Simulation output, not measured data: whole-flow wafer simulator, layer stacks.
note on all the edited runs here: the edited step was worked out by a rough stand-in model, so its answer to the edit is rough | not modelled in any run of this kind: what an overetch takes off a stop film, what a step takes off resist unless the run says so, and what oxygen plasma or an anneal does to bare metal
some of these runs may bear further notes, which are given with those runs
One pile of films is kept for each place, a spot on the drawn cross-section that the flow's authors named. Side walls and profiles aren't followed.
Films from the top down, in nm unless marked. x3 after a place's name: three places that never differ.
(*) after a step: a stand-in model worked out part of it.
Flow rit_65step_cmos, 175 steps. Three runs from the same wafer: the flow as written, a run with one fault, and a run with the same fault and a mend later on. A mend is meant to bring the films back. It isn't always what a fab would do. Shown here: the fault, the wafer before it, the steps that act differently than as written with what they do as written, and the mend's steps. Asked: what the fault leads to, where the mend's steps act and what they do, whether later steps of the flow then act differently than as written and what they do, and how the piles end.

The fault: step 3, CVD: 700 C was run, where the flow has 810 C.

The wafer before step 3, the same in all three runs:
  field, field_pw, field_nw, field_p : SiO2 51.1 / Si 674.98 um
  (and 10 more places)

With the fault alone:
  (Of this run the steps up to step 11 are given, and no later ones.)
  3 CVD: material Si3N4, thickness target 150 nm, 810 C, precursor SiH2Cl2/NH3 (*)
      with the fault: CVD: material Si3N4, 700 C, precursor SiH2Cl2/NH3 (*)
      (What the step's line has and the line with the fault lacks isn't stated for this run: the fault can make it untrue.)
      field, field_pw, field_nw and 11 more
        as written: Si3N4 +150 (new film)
        with the fault: Si3N4 +21.7 (new film)
  No later step of the flow up to step 11 acts differently than as written at any place that is followed.
  After step 11 the piles differ from the flow's by more than 2% or 0.5 nm, whichever is larger, at field, field_pw, field_nw and 11 more.
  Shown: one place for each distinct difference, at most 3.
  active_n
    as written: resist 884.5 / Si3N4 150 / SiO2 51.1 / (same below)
    with the fault: resist 884.5 / Si3N4 21.7 / SiO2 51.1 / (same below)
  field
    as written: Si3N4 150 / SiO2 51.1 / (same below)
    with the fault: Si3N4 21.7 / SiO2 51.1 / (same below)

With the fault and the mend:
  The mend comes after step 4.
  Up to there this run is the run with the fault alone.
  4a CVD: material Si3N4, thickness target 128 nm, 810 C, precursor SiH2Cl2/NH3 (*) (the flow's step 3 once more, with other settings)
      field, field_pw, field_nw and 11 more
        Si3N4 +128
  No later step of the flow acts differently than as written, at any place that is followed, by more than 2% or 0.5 nm, whichever is larger.
  At the end the piles are the same as the flow's at every place that both follow.
